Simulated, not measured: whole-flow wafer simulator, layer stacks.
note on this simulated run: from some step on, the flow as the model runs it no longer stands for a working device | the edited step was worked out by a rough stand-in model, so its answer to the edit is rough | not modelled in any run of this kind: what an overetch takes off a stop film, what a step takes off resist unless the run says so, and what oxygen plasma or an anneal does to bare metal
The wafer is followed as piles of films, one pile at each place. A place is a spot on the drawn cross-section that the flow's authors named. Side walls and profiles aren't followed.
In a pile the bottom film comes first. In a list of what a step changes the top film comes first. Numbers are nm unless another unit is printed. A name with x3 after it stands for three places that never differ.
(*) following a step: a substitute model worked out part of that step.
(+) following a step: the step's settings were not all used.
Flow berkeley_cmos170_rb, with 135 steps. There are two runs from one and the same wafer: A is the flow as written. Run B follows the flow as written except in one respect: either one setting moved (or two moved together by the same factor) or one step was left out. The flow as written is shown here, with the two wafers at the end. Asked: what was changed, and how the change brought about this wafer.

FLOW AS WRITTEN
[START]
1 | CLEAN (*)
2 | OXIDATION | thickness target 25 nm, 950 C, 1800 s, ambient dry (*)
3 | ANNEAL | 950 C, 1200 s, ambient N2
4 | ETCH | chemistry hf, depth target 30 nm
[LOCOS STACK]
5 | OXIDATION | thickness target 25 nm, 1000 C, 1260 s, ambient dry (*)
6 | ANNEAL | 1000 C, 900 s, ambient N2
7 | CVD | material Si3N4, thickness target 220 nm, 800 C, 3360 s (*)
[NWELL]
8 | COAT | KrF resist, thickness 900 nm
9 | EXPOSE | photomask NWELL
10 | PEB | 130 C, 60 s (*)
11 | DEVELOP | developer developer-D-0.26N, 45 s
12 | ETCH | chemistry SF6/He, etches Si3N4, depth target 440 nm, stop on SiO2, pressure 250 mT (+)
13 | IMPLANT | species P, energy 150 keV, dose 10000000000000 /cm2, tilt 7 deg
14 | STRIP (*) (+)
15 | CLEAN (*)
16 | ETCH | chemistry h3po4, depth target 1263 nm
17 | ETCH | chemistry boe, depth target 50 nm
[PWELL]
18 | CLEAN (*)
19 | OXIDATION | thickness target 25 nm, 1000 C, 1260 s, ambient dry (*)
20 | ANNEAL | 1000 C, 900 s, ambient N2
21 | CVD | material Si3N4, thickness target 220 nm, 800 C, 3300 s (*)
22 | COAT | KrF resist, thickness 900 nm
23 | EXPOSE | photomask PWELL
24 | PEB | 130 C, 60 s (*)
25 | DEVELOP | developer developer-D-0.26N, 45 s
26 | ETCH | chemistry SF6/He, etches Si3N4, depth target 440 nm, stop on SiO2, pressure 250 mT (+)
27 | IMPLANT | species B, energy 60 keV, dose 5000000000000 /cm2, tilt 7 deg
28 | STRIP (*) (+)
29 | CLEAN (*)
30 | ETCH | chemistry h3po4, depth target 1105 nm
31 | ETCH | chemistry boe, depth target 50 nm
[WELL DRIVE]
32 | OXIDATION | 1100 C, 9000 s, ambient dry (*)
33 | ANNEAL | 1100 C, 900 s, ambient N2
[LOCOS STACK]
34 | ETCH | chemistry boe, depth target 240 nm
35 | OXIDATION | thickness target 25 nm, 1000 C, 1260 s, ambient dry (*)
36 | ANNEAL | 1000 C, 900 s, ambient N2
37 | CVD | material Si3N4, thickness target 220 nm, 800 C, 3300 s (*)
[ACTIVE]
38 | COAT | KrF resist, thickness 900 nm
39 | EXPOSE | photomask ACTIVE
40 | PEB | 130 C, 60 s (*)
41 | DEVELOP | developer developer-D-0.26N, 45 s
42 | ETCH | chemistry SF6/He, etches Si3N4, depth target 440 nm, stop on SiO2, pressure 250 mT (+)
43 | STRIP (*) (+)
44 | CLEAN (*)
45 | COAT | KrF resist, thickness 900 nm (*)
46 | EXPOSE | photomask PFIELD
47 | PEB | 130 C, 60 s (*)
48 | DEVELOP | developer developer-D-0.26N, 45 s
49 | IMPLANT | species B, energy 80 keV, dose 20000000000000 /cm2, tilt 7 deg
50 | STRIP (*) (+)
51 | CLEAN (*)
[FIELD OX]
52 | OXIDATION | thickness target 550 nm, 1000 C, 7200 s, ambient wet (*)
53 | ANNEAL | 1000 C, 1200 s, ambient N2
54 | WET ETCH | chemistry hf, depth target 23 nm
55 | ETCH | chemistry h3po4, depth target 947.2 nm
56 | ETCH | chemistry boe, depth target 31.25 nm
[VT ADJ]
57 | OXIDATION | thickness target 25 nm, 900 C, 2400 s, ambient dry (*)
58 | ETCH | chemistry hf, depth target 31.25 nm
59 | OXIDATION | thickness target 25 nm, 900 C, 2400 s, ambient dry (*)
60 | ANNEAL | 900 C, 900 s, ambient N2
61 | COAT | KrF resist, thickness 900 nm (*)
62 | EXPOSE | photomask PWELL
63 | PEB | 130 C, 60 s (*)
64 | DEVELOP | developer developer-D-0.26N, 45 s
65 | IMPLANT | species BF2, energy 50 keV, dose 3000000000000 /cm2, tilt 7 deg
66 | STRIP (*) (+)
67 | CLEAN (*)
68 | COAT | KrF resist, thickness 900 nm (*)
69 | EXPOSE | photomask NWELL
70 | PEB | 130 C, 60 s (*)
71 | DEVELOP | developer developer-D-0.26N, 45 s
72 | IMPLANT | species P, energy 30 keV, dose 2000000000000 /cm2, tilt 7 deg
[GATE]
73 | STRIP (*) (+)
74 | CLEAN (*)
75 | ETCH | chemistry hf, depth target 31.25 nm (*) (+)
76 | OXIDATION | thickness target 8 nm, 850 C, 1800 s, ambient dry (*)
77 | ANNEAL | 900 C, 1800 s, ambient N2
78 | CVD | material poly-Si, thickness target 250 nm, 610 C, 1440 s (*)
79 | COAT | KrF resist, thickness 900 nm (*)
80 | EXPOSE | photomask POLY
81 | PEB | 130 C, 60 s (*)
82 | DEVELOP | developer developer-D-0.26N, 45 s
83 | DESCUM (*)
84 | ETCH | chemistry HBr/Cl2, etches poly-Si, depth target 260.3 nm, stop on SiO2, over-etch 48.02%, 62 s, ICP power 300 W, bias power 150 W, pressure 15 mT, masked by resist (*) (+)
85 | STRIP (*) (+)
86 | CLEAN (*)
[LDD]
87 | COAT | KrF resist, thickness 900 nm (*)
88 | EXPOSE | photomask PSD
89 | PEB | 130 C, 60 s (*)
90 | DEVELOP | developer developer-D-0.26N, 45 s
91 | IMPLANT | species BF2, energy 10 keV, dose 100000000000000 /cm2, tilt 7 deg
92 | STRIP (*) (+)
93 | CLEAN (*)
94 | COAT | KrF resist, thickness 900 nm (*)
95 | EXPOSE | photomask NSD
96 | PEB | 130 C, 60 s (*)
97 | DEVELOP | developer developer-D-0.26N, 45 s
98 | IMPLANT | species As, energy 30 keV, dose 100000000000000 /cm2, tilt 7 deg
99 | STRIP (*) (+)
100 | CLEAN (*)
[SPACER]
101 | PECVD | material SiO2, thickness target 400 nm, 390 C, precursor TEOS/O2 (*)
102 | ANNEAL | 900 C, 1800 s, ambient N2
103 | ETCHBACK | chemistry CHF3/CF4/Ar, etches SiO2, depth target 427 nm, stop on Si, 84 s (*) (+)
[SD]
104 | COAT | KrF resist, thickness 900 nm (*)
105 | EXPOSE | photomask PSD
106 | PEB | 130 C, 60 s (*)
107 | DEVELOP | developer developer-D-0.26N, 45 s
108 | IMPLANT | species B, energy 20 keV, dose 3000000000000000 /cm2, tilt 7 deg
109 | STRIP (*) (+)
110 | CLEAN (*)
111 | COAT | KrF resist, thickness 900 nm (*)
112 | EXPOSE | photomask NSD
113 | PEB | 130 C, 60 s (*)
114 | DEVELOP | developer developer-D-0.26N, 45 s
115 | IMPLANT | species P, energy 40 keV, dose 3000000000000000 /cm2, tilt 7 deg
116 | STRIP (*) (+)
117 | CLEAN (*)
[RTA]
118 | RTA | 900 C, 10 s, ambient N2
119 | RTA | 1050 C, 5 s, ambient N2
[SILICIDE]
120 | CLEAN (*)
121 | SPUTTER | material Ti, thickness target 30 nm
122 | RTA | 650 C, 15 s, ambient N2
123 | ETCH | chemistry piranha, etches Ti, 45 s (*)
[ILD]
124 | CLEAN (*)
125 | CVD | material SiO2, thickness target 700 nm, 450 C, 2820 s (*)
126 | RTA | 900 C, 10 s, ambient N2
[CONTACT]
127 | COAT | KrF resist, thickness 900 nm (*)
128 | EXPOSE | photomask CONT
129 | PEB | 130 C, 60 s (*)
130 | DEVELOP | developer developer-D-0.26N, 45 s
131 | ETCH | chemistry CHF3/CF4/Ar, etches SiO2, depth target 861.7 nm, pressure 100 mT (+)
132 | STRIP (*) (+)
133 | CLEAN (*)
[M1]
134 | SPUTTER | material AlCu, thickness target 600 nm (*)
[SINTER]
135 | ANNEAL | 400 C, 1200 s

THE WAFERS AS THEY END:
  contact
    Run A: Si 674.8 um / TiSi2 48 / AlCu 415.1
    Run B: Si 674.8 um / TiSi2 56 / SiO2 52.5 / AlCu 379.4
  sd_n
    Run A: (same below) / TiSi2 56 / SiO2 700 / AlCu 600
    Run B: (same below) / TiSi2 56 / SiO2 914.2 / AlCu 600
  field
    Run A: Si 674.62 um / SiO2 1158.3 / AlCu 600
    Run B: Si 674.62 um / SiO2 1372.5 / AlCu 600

Cause: step 125, CVD: thickness target 914.2 nm was run, though the flow has thickness target 700 nm; step 125, CVD: 3683 s was run, where the flow has 2820 s.
One can read it off the wafer: sd_n has SiO2 914.2, and step 125 as written asks for 700 nm.

How this came from the change, step by step:
  125 | CVD | material SiO2, thickness target 700 nm, 450 C, 2820 s (*)
      sd_n, gate, sd_p, gate_p, contact, m1: A SiO2 gains 700 (new film) | B SiO2 gains 914.2 (new film)
      field, spacer_n, spacer_p: A SiO2 gains 700 | B SiO2 gains 914.2
  131 | ETCH | chemistry CHF3/CF4/Ar, etches SiO2, depth target 861.7 nm, pressure 100 mT (+)
      contact: A SiO2 loses 700 (all of it), TiSi2 loses 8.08 | B SiO2 loses 861.7
  134 | SPUTTER | material AlCu, thickness target 600 nm (*)
      contact: A AlCu gains 415.1 (new film) | B AlCu gains 379.4 (new film)
